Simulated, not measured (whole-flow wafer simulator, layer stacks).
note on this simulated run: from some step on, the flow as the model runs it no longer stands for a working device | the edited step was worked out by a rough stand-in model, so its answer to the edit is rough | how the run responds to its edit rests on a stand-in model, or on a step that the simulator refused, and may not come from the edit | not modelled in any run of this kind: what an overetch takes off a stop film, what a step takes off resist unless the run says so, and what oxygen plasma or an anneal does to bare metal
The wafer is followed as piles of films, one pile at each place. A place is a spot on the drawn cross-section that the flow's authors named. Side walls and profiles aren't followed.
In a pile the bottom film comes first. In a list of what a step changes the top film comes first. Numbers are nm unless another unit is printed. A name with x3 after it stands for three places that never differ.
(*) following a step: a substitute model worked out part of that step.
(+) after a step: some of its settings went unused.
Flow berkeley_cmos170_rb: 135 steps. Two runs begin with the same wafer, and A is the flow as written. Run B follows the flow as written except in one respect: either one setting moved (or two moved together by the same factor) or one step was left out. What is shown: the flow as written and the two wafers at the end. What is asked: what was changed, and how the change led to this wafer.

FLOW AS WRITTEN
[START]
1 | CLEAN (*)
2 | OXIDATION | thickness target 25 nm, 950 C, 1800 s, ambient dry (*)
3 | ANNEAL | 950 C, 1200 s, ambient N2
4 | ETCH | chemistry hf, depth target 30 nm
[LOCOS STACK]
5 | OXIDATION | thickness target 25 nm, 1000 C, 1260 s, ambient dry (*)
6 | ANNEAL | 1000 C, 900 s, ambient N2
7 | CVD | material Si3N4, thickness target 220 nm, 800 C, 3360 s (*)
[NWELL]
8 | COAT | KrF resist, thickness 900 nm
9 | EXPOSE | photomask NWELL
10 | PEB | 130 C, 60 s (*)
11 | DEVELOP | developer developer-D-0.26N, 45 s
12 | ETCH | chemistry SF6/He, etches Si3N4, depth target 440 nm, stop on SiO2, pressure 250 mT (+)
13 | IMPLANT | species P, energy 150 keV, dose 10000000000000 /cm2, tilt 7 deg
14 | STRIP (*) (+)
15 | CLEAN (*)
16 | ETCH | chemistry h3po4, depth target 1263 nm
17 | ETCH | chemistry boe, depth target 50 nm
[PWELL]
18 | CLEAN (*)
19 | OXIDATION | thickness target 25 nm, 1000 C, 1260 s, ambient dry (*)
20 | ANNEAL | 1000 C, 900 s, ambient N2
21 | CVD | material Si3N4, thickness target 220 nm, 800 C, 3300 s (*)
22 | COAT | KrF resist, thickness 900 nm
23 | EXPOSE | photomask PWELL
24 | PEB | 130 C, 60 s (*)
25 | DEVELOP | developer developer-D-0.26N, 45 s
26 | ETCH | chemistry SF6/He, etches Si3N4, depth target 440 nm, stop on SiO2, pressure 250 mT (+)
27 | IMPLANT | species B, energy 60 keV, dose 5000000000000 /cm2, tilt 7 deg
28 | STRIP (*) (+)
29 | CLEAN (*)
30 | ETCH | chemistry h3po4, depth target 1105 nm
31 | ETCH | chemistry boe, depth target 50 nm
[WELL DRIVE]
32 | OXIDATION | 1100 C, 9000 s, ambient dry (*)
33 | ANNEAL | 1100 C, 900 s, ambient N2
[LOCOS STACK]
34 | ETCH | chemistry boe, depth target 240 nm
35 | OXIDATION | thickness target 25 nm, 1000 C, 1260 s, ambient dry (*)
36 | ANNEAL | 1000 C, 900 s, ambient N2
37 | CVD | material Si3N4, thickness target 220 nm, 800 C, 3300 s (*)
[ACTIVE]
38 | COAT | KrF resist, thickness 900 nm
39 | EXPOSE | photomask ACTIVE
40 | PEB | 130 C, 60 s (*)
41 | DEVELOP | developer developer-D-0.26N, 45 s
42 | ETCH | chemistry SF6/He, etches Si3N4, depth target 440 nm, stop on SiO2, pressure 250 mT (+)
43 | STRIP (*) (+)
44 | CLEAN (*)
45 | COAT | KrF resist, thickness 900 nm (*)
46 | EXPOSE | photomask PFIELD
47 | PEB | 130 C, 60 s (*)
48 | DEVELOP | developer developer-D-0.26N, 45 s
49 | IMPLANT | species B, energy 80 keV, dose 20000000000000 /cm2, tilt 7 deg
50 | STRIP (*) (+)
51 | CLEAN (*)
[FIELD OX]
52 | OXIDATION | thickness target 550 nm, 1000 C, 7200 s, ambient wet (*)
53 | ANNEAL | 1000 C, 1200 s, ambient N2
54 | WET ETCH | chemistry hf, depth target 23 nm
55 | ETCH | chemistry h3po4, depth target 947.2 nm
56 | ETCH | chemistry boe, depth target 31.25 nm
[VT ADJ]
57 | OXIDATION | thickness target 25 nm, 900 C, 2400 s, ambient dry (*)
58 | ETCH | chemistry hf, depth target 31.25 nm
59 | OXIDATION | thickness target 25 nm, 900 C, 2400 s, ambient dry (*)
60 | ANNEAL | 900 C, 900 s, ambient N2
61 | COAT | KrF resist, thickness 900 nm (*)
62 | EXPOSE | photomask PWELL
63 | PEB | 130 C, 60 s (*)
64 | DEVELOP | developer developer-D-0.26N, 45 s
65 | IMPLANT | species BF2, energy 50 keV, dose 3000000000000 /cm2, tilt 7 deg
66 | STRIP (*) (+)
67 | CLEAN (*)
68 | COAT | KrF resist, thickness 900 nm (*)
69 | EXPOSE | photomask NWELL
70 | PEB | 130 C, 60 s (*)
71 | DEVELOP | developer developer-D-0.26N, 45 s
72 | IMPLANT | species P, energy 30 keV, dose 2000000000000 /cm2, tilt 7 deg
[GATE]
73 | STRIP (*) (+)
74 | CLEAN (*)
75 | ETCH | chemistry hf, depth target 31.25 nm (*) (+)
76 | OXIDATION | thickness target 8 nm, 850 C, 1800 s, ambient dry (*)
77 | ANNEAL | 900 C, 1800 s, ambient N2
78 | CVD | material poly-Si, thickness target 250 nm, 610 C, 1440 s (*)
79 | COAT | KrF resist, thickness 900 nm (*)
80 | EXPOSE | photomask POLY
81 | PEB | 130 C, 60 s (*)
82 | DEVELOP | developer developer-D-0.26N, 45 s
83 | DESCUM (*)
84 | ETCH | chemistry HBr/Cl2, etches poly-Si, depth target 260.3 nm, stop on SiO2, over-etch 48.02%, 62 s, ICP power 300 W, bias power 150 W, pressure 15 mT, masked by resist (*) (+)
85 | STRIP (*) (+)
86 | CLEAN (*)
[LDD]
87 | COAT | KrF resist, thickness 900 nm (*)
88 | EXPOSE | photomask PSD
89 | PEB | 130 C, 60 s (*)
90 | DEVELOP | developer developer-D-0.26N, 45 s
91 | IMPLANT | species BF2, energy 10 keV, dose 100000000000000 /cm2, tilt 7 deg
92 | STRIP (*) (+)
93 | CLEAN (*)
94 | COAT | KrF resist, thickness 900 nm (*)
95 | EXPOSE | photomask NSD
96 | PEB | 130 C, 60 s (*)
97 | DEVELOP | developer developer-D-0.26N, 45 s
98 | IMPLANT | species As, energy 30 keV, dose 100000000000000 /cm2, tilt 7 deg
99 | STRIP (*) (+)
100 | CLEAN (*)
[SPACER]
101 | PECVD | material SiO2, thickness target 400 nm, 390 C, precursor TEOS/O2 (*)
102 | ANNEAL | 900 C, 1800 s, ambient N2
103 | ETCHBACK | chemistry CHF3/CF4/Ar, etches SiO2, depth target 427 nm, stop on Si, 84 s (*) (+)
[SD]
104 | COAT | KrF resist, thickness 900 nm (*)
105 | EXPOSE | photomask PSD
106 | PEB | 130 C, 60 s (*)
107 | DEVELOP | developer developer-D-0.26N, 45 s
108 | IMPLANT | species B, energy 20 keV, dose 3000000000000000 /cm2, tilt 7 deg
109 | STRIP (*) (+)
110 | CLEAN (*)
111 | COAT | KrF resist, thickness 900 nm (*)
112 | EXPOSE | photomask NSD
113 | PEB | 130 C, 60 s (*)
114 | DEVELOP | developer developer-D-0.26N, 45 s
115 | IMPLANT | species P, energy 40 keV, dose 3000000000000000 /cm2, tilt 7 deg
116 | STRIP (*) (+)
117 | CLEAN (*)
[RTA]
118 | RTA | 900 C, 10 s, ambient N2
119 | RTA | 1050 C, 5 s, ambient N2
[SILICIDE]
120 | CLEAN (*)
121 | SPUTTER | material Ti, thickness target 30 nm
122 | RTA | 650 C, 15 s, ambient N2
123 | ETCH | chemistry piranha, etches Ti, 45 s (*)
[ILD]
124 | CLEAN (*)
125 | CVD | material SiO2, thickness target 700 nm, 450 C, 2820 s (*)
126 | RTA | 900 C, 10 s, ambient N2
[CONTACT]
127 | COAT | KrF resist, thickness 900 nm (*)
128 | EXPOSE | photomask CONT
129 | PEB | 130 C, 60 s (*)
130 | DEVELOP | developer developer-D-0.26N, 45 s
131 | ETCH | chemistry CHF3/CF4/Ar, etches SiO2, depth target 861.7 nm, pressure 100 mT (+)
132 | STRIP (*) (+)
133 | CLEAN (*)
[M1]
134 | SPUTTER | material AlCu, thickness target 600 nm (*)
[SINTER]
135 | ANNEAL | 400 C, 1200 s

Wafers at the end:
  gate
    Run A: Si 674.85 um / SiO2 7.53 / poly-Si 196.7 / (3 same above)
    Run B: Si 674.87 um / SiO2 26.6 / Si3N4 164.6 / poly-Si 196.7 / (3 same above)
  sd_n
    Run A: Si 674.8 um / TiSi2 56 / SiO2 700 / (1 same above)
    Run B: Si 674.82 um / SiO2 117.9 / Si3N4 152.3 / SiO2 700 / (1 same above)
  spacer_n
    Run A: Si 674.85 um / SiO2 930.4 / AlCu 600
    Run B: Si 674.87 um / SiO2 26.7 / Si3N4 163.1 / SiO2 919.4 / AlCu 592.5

Cause: step 52, OXIDATION: 1200 C was run, while the flow as written has 1000 C.

Step by step, how the change led to this:
  52 | OXIDATION | thickness target 550 nm, 1000 C, 7200 s, ambient wet (*)
      spacer_n: A +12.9 SiO2 (new film), -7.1 Si3N4 | B +100.4 SiO2 (new film), -55.4 Si3N4, +0.13 SiO2
      gate: A +12.9 SiO2 (new film), -7.1 Si3N4, +0.08 SiO2, -0.08 Si | B +100.4 SiO2 (new film), -55.4 Si3N4
      (also at 7 further places)
  54 | WET ETCH | chemistry hf, depth target 23 nm
      sd_n, spacer_n, gate, sd_p, spacer_p, gate_p, contact, m1: A -12.9 SiO2 (all of it) | B -23 SiO2
  55 | ETCH | chemistry h3po4, depth target 947.2 nm
      sd_n, spacer_n, gate, sd_p, spacer_p, gate_p, contact, m1: A -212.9 Si3N4 (all of it) | B nothing
  56 | ETCH | chemistry boe, depth target 31.25 nm
      spacer_n, gate, sd_p, spacer_p, gate_p, contact: A -26.6 SiO2 (all of it) | B -31.2 SiO2
      sd_n: A -28.8 SiO2 (all of it) | B -31.2 SiO2
      (also at 1 further place)
  57 | OXIDATION | thickness target 25 nm, 900 C, 2400 s, ambient dry (*)
      sd_n, spacer_n, gate, sd_p, spacer_p, gate_p, contact, m1: A +15 SiO2 (new film), -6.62 Si | B nothing
      field: A +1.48 SiO2, -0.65 Si | B +0.75 SiO2, -0.33 Si
  58 | ETCH | chemistry hf, depth target 31.25 nm
      sd_n, spacer_n, gate, sd_p, spacer_p, gate_p, contact, m1: A -15 SiO2 (all of it) | B -31.2 SiO2
  59 | OXIDATION | thickness target 25 nm, 900 C, 2400 s, ambient dry (*)
      sd_n, spacer_n, gate, sd_p, spacer_p, gate_p, contact, m1: A +15 SiO2 (new film), -6.62 Si | B nothing
      field: A +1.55 SiO2, -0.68 Si | B +0.77 SiO2, -0.34 Si
  61 | COAT | KrF resist, thickness 900 nm (*)
      field: A +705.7 KrF resist (new film) | B +608.1 KrF resist (new film)
      spacer_n: A +924.9 KrF resist (new film) | B +957.9 KrF resist (new film)
      (also at 4 further places)
  64 | DEVELOP | developer developer-D-0.26N, 45 s
      field: A -705.7 KrF resist (all of it) | B -608.1 KrF resist (all of it)
      spacer_n: A -924.9 KrF resist (all of it) | B -957.9 KrF resist (all of it)
      (also at 2 further places)
  66 | STRIP (*) (+)
      sd_p: A -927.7 KrF resist (all of it) | B -955.5 KrF resist (all of it)
      spacer_p: A -911 KrF resist (all of it) | B -930.4 KrF resist (all of it)
  68 | COAT | KrF resist, thickness 900 nm (*)
      field: A +705.7 KrF resist (new film) | B +608.1 KrF resist (new film)
      spacer_n: A +924.9 KrF resist (new film) | B +957.9 KrF resist (new film)
      (also at 4 further places)
  71 | DEVELOP | developer developer-D-0.26N, 45 s
      sd_p: A -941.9 KrF resist (all of it) | B -969.7 KrF resist (all of it)
      spacer_p: A -925.2 KrF resist (all of it) | B -944.6 KrF resist (all of it)
  73 | STRIP (*) (+)
      field: A -691.4 KrF resist (all of it) | B -593.9 KrF resist (all of it)
      spacer_n: A -910.7 KrF resist (all of it) | B -943.7 KrF resist (all of it)
      (also at 2 further places)
  76 | OXIDATION | thickness target 8 nm, 850 C, 1800 s, ambient dry (*)
      sd_n, spacer_n, gate, sd_p, spacer_p, gate_p, contact, m1: A +7.53 SiO2 (new film), -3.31 Si | B nothing
  79 | COAT | KrF resist, thickness 900 nm (*)
      spacer_n, spacer_p: A +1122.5 KrF resist (new film) | B +1269.7 KrF resist (new film)
      gate: A +1122.6 KrF resist (new film) | B +1269.8 KrF resist (new film)
      (also at 2 further places)
  82 | DEVELOP | developer developer-D-0.26N, 45 s
      spacer_n, spacer_p: A -1122.5 KrF resist (all of it) | B -1269.7 KrF resist (all of it)
      contact: A -948.3 KrF resist (all of it) | B -999.8 KrF resist (all of it)
  ... 23 other steps ...
  132 | STRIP (*) (+)
      field: A -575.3 KrF resist (all of it) | B -505.3 KrF resist (all of it)
      sd_n: A -780.4 KrF resist (all of it) | B -822.4 KrF resist (all of it)
      (also at 5 further places)
